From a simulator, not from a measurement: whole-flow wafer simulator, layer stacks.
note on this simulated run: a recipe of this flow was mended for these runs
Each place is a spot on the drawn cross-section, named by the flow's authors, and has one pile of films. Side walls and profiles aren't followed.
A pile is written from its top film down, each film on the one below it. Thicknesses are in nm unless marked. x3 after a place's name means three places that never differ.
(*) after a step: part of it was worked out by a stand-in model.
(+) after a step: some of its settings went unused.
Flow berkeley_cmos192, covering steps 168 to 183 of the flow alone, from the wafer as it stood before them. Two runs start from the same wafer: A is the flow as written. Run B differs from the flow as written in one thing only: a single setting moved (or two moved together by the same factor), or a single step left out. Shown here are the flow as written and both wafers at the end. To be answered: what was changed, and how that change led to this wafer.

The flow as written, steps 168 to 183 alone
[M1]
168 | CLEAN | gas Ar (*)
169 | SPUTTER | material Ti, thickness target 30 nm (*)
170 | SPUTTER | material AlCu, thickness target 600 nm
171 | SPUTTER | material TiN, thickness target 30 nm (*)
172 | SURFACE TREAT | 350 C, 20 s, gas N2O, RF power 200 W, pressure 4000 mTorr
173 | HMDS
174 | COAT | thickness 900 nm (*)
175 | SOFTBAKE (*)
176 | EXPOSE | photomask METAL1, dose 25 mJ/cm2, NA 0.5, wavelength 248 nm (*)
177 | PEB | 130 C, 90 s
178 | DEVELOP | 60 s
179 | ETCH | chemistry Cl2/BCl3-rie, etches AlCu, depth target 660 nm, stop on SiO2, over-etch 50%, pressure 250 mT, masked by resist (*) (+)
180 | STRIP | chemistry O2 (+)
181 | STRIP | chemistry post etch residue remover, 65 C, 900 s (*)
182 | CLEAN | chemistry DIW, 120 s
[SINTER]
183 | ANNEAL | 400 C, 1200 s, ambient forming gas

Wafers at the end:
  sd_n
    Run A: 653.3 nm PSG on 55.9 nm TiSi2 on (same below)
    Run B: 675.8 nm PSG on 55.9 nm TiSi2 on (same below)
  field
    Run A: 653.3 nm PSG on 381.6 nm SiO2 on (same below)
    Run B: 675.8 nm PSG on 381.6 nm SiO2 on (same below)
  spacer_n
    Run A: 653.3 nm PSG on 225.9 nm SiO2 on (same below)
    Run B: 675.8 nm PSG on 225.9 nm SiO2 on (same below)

The reason: step 170, SPUTTER: thickness target 780 nm was run, while the flow as written has thickness target 600 nm.

How this came from the change, step by step:
  170 | SPUTTER | material AlCu, thickness target 600 nm
      field, sd_n, spacer_n, gate, spacer_p, gate_p, m1: A +600 AlCu (new film) | B +780 AlCu (new film)
      sd_p: A +557.4 AlCu (new film) | B +733.8 AlCu (new film)
      (and at 1 other place as well)
  171 | SPUTTER | material TiN, thickness target 30 nm (*)
      contact: A +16 TiN (new film) | B +14.2 TiN (new film)
  174 | COAT | thickness 900 nm (*)
      contact: A +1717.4 KrF-resist (new film) | B +1783.9 KrF-resist (new film)
  179 | ETCH | chemistry Cl2/BCl3-rie, etches AlCu, depth target 660 nm, stop on SiO2, over-etch 50%, pressure 250 mT, masked by resist (*) (+)
      field, sd_n, spacer_n, gate, spacer_p, gate_p: A -30 TiN (all of it), -600 AlCu (all of it), -30 Ti (all of it), -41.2 PSG | B -30 TiN (all of it), -780 AlCu (all of it), -30 Ti (all of it), -18.8 PSG
      sd_p: A -26.2 TiN (all of it), -557.4 AlCu (all of it), -26.8 Ti (all of it), -47.4 PSG | B -26.2 TiN (all of it), -733.8 AlCu (all of it), -26.8 Ti (all of it), -25.4 PSG
  180 | STRIP | chemistry O2 (+)
      contact: A -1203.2 KrF-resist (all of it) | B -1269.5 KrF-resist (all of it)
